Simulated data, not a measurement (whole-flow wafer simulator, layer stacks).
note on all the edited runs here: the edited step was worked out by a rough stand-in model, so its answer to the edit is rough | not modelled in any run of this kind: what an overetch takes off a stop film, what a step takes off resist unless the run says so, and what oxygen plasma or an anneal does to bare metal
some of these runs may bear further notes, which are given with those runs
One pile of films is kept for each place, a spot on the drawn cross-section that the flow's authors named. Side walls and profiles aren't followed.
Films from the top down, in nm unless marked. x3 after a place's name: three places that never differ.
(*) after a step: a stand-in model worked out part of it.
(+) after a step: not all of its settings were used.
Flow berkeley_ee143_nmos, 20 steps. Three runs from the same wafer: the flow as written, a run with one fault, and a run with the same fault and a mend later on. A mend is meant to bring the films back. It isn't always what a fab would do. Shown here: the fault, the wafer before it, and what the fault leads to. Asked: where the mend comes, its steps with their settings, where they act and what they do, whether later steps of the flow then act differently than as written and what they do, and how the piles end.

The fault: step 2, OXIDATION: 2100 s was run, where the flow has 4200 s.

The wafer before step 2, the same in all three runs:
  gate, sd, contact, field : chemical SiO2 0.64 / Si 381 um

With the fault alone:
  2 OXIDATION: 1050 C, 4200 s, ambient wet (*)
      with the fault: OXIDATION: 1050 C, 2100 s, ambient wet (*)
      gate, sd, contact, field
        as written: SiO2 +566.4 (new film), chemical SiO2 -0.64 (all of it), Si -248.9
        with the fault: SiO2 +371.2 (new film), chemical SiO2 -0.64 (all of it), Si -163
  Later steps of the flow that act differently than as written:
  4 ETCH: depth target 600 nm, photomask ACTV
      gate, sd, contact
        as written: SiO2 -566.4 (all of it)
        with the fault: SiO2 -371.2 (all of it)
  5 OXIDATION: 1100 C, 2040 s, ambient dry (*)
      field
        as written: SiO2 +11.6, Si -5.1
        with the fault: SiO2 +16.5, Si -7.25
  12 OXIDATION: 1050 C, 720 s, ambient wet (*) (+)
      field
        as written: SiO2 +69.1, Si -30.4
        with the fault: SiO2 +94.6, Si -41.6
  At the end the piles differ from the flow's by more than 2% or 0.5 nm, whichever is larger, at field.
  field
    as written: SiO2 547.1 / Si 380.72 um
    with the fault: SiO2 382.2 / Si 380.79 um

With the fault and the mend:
  The mend comes after step 2.
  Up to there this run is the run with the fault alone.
  2a OXIDATION: 1050 C, 2100 s, ambient wet (*) (the flow's step 2 once more, with other settings)
      gate, sd, contact, field
        SiO2 +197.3, Si -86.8
  No later step of the flow acts differently than as written, at any place that is followed, by more than 2% or 0.5 nm, whichever is larger.
  At the end the piles differ from the flow's only slightly at the places that both follow, by at most 2% or 0.5 nm, whichever is larger.
